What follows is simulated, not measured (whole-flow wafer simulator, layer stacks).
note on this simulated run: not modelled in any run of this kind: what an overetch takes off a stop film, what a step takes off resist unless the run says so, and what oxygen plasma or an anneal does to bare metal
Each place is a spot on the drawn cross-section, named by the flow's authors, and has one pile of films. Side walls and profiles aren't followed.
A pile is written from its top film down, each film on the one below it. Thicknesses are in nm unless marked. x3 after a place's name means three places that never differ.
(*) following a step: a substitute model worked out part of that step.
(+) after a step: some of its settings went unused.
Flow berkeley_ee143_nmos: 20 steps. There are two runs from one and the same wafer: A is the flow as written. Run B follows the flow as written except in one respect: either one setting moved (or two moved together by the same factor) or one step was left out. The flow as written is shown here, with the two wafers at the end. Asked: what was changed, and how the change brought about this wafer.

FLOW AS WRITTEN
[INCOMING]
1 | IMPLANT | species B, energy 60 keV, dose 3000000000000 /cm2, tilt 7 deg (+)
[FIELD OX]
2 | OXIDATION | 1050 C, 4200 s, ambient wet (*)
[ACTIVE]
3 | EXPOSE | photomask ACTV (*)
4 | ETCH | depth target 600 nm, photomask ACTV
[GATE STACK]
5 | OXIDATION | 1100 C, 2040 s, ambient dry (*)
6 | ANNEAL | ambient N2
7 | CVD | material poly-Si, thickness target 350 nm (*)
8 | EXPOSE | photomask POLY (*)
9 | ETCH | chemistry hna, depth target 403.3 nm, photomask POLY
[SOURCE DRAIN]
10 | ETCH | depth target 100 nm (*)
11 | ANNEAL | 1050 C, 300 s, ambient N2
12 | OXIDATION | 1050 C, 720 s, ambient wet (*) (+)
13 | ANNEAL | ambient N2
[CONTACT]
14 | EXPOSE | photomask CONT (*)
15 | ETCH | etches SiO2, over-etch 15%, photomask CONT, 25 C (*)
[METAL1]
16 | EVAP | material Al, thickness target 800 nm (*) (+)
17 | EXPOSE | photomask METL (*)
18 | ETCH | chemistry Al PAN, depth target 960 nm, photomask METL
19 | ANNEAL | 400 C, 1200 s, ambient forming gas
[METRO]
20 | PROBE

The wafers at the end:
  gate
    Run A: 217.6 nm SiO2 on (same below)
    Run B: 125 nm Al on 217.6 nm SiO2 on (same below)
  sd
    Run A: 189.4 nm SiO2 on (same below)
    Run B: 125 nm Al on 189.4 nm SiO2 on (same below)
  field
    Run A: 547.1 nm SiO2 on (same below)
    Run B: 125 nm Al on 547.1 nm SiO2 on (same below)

What caused this: step 18, ETCH: depth target 675 nm was run, though the flow has depth target 960 nm.

How this came from the change, step by step:
  18 | ETCH | chemistry Al PAN, depth target 960 nm, photomask METL
      gate, sd, field: A Al loses 800 (all of it) | B Al loses 675
With metal films that touch counted as one body, gate has 1 body; the flow as written gives 0 bodies.
With metal films that touch counted as one body, sd has 1 body; the flow as written gives 0 bodies.
With metal films that touch counted as one body, field has 1 body; the flow as written gives 0 bodies.
